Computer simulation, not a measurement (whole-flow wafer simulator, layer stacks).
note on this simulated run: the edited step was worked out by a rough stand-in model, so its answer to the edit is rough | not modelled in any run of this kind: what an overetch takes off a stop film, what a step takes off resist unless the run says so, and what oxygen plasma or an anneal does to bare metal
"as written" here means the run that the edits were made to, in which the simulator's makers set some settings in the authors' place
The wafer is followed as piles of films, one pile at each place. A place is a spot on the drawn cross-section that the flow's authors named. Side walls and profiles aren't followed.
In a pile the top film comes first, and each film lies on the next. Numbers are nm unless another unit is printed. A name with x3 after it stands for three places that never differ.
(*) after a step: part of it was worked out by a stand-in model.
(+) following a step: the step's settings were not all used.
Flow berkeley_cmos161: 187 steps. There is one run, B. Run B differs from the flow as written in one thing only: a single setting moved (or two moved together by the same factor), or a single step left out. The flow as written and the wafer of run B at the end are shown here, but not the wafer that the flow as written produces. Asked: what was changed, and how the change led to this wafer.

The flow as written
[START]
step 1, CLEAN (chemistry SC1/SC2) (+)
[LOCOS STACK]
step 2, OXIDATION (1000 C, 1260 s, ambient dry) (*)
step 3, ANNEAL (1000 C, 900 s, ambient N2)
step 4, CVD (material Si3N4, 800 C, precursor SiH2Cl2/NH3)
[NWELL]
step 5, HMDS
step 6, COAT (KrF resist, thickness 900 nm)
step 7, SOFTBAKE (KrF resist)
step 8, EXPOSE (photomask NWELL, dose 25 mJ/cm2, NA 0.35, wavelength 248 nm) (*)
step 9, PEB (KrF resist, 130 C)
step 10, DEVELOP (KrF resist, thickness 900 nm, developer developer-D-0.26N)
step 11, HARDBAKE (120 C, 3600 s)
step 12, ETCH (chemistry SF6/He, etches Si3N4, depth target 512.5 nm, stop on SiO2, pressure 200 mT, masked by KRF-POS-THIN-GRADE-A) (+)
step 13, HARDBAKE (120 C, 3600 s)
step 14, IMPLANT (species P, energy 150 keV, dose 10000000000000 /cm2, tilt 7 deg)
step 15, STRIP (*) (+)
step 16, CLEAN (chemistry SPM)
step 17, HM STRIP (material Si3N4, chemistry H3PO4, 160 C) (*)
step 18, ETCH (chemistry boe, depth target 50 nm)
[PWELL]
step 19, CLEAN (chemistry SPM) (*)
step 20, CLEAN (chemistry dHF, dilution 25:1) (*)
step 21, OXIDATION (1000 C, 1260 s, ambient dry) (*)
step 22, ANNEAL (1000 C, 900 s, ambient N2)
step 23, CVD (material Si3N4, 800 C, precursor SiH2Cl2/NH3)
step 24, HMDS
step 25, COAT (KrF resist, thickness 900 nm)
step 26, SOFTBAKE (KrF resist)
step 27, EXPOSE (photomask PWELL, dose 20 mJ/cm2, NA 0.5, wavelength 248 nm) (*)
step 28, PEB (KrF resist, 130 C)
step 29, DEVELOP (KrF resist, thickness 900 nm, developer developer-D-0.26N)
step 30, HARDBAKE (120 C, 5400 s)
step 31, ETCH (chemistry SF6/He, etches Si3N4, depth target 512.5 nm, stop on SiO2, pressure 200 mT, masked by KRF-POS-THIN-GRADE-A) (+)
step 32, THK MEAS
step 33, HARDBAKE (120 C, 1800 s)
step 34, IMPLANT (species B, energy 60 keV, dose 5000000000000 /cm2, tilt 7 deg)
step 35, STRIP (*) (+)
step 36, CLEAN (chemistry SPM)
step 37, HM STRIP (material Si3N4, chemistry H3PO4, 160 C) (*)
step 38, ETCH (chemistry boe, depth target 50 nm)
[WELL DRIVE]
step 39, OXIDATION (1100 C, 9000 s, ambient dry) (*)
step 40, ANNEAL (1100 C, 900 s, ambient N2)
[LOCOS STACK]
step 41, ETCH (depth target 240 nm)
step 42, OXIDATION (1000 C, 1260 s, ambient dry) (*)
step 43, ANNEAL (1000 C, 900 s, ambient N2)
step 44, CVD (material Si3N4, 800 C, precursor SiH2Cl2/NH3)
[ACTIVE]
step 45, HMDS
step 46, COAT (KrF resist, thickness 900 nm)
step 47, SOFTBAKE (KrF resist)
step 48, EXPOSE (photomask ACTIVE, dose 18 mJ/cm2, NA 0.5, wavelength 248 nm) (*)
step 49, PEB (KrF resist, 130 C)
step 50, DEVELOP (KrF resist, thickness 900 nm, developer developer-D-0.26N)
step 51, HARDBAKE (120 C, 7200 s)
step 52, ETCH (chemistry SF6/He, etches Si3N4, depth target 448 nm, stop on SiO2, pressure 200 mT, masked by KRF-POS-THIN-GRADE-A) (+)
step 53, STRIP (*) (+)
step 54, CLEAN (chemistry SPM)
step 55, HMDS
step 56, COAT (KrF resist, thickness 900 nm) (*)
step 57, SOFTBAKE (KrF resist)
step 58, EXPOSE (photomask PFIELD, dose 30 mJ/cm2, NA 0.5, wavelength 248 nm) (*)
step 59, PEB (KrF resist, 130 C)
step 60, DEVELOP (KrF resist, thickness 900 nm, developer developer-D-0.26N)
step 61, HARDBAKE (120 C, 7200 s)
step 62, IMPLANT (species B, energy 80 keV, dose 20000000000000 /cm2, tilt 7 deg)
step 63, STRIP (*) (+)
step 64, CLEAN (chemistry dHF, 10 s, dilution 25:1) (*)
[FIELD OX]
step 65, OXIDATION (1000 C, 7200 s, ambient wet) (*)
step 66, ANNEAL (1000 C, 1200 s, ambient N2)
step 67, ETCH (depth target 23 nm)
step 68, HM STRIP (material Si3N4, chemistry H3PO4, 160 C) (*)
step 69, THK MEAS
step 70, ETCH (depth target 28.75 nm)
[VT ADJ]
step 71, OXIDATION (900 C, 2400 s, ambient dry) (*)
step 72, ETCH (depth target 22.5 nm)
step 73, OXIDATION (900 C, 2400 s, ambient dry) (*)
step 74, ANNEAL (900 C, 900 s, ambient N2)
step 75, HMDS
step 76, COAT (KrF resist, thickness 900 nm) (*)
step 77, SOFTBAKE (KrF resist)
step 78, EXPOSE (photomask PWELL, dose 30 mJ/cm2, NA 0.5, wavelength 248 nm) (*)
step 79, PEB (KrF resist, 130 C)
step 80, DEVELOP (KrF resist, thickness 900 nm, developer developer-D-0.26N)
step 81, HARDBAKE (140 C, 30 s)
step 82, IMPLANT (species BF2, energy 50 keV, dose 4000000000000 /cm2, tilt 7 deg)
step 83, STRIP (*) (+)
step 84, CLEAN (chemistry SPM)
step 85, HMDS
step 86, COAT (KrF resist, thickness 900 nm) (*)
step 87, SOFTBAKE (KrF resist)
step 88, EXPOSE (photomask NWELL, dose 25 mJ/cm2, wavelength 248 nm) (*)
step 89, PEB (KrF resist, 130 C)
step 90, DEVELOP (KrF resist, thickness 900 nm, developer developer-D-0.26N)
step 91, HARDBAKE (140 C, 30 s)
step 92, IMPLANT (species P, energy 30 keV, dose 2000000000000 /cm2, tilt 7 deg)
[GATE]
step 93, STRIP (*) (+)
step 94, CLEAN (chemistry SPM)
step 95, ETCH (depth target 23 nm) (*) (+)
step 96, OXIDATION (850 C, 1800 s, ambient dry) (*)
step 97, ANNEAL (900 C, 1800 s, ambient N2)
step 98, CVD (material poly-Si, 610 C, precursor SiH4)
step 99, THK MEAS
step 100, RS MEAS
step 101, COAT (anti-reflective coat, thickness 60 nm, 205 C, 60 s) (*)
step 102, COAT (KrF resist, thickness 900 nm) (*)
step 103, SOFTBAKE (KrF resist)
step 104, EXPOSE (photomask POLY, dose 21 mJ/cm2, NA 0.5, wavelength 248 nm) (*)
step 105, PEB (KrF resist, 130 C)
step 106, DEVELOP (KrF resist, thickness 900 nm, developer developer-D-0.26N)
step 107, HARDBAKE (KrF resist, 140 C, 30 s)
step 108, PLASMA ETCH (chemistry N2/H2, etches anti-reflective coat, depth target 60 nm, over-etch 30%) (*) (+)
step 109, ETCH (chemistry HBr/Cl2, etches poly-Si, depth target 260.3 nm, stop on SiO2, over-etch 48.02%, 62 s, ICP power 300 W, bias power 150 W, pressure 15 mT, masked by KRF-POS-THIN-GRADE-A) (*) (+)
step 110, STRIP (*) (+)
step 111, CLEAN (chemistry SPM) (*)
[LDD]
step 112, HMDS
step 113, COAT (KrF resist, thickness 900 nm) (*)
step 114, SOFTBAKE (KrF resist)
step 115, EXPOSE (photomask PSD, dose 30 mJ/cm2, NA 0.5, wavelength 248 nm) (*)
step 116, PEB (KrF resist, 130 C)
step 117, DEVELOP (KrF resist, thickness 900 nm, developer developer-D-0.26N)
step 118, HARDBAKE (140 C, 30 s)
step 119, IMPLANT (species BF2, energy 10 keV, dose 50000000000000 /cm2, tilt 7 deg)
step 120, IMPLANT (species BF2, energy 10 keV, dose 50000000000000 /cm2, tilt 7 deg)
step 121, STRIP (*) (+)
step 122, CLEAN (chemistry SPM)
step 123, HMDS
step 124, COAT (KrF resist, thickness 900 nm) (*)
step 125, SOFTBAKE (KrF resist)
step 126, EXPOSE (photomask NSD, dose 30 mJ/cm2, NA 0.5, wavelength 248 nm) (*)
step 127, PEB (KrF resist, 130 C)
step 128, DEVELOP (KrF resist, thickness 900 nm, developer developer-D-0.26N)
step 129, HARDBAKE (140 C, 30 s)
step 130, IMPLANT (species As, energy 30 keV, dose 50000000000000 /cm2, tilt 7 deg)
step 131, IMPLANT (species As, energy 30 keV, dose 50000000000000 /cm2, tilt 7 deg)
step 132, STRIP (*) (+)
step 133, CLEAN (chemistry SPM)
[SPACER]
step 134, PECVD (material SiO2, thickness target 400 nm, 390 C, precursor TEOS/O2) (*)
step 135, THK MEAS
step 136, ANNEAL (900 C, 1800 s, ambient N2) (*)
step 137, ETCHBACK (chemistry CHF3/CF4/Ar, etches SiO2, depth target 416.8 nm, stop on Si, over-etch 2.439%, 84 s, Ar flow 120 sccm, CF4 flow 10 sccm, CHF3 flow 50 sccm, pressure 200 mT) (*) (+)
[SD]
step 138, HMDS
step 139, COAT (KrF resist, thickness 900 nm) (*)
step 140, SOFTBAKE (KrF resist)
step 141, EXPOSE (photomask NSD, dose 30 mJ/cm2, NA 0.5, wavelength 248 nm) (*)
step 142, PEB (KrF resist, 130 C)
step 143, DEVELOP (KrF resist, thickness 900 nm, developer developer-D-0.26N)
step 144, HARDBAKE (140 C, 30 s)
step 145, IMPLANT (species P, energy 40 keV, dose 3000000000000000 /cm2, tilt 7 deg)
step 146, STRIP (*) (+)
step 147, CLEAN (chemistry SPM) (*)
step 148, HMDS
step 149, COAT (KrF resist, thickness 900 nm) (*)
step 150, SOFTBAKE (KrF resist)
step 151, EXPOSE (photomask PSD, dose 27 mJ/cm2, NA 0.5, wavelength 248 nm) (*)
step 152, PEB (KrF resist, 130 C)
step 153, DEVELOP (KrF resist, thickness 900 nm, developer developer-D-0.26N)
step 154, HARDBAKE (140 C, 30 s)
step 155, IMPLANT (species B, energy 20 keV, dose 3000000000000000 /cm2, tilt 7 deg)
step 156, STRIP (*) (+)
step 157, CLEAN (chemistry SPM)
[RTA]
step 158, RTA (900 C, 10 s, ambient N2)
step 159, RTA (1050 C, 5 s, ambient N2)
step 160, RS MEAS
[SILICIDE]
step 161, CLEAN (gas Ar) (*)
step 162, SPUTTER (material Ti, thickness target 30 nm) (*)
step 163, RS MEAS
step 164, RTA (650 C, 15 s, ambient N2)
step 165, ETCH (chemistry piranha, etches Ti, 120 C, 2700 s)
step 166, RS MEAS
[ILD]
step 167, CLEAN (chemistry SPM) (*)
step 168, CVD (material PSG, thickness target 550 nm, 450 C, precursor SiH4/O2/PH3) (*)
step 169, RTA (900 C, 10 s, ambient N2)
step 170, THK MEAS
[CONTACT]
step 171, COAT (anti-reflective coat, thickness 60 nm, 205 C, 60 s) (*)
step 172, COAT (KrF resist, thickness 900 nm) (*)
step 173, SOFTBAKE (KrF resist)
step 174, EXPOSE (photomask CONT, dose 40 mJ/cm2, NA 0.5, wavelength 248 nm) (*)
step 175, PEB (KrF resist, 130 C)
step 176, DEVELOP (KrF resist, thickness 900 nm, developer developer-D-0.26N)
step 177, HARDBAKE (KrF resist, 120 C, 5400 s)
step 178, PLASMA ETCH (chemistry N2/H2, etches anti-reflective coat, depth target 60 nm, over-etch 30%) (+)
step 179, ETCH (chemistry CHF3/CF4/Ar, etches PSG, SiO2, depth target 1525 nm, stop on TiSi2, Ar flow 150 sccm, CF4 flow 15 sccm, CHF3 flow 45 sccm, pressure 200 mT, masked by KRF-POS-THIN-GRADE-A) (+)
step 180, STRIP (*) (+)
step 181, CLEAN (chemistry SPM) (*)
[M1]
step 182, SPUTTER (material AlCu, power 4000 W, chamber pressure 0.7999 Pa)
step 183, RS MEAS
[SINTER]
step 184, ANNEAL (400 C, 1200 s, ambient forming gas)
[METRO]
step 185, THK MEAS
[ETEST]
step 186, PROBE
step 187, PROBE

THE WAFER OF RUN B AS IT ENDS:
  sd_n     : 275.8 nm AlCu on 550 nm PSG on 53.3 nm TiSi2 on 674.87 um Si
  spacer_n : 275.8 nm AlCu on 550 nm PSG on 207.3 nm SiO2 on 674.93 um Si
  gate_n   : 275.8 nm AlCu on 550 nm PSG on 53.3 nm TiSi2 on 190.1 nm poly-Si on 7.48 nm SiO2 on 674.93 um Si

The reason: step 39, OXIDATION: 935 C was run, while the flow as written has 1100 C.

Step by step, how the change led to this:
  step 39, OXIDATION (1100 C, 9000 s, ambient dry) (*)
      field, sd_n, spacer_n and 6 more: +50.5 SiO2 (new film), -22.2 Si (as written it would have been: +197.6 SiO2 (new film), -86.9 Si)
  step 41, ETCH (depth target 240 nm)
      field, sd_n, spacer_n and 6 more: -50.5 SiO2 (all of it) (as written it would have been: -197.6 SiO2 (all of it))
